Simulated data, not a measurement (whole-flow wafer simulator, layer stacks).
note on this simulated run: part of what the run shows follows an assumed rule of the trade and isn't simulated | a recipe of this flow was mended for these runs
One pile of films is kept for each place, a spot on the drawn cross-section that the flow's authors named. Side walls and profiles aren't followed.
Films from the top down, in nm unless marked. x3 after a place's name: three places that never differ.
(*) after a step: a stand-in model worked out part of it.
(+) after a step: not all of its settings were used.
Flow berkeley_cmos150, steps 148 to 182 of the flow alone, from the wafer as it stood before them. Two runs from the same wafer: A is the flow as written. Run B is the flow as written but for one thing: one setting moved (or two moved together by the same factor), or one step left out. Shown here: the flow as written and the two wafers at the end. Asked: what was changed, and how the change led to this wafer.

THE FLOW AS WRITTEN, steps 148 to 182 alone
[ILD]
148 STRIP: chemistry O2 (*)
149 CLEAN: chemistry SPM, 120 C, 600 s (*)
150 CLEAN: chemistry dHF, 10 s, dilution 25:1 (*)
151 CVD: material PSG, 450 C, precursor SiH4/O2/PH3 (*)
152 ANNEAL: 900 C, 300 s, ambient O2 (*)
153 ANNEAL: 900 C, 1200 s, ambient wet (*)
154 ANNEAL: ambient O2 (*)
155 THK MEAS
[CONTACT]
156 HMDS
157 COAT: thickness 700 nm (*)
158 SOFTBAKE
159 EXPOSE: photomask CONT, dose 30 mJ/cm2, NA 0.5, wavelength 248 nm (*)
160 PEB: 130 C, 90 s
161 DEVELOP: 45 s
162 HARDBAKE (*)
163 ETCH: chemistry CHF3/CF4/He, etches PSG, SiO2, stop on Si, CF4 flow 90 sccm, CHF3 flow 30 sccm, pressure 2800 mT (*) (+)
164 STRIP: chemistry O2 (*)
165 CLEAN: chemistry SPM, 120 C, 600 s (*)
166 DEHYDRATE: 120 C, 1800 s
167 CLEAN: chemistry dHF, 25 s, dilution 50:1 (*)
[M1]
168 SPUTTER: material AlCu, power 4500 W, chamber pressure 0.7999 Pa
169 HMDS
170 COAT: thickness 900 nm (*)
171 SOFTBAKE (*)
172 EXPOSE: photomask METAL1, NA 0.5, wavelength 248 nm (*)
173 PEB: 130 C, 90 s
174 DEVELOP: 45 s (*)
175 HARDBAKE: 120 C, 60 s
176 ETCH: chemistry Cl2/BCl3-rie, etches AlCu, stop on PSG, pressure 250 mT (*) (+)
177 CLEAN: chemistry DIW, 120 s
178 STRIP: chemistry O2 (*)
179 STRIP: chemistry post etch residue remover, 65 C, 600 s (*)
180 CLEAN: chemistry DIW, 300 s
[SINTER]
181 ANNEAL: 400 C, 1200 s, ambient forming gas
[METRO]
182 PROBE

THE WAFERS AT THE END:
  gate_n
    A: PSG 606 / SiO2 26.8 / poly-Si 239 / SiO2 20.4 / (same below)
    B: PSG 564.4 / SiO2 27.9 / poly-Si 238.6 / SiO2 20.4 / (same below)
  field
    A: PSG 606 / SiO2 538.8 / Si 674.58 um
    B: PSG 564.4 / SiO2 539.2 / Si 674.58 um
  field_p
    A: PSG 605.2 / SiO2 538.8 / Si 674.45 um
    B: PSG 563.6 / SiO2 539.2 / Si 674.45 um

The cause: step 151, CVD: 440 C was run, where the flow has 450 C.

How the change led to this, step by step:
  151 CVD: material PSG, 450 C, precursor SiH4/O2/PH3 (*)
      field, field_p, sd_n, gate_n, gate_p, contact, m1: A PSG +700 (new film) | B PSG +656.3 (new film)
      sd_p: A PSG +639.5 (new film) | B PSG +600.8 (new film)
  153 ANNEAL: 900 C, 1200 s, ambient wet (*)
      sd_n, contact, m1: A PSG -35, SiO2 +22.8, Si -10 | B PSG -32.8, SiO2 +23.5, Si -10.4
      field, field_p: A PSG -35, SiO2 +16.3, Si -7.15 | B PSG -32.8, SiO2 +16.6, Si -7.33
      (and at 3 more places)
  163 ETCH: chemistry CHF3/CF4/He, etches PSG, SiO2, stop on Si, CF4 flow 90 sccm, CHF3 flow 30 sccm, pressure 2800 mT (*) (+)
      field, field_p, sd_n, gate_n, sd_p, gate_p, m1: A KrF-resist -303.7 | B KrF-resist -289.1
      contact: A PSG -665 (all of it), SiO2 -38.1 (all of it), Si -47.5 | B PSG -623.5 (all of it), SiO2 -38.8 (all of it), Si -47.5
  164 STRIP: chemistry O2 (*)
      field: A KrF-resist -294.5 (all of it) | B KrF-resist -308.7 (all of it)
      field_p: A KrF-resist -397.1 (all of it) | B KrF-resist -410.5 (all of it)
      (and at 4 more places)
  168 SPUTTER: material AlCu, power 4500 W, chamber pressure 0.7999 Pa
      contact: A AlCu +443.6 (new film) | B AlCu +453.4 (new film)
  170 COAT: thickness 900 nm (*)
      contact: A thick-KrF-resist +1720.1 (new film) | B thick-KrF-resist +1681.8 (new film)
  175 HARDBAKE: 120 C, 60 s
      contact: A thick-KrF-resist -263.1 | B thick-KrF-resist -257.2
  178 STRIP: chemistry O2 (*)
      contact: A thick-KrF-resist -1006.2 (all of it) | B thick-KrF-resist -973.8 (all of it)
